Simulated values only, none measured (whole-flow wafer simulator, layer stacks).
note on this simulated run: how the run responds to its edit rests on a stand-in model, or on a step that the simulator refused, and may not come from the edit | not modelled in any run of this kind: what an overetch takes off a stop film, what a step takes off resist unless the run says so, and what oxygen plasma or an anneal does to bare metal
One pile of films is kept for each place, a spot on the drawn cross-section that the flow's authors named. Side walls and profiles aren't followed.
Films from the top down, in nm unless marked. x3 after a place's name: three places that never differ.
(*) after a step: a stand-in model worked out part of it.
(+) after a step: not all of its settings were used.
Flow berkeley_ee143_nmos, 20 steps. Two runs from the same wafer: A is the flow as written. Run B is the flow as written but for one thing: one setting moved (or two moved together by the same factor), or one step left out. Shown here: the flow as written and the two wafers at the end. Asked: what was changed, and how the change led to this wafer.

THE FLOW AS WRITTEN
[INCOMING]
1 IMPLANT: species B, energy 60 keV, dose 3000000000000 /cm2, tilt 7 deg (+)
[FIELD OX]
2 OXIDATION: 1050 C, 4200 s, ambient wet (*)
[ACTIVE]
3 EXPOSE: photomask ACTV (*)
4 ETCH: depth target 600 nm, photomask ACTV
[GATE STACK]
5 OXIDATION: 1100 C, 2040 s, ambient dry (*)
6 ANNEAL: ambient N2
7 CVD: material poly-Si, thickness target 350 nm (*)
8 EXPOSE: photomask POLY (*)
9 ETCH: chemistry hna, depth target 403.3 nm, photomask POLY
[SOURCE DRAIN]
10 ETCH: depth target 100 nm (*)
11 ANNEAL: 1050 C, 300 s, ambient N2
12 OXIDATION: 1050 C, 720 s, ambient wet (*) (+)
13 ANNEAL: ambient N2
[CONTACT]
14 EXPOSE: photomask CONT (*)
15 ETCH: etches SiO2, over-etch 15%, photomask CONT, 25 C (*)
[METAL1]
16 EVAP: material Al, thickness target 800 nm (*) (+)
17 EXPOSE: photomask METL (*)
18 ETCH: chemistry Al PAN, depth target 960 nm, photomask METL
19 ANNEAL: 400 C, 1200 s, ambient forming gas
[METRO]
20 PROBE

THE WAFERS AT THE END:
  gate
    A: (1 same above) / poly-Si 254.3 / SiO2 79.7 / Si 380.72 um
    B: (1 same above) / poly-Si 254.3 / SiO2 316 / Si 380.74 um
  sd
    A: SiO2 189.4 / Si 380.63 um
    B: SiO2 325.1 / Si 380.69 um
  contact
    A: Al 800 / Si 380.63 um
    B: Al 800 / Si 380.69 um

The cause: step 4, ETCH: depth target 270 nm was run, where the flow has depth target 600 nm.

How the change led to this, step by step:
  4 ETCH: depth target 600 nm, photomask ACTV
      gate, sd, contact: A SiO2 -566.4 (all of it) | B SiO2 -270
  5 OXIDATION: 1100 C, 2040 s, ambient dry (*)
      gate, sd, contact: A SiO2 +79.7 (new film), Si -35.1 | B SiO2 +19.6, Si -8.63
  10 ETCH: depth target 100 nm (*)
      sd, contact: A SiO2 -79.7 (all of it) | B SiO2 -100
  12 OXIDATION: 1050 C, 720 s, ambient wet (*) (+)
      sd, contact: A SiO2 +189.4 (new film), Si -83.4 | B SiO2 +109.1, Si -48
  15 ETCH: etches SiO2, over-etch 15%, photomask CONT, 25 C (*)
      contact: A SiO2 -189.4 (all of it) | B SiO2 -325.1 (all of it)
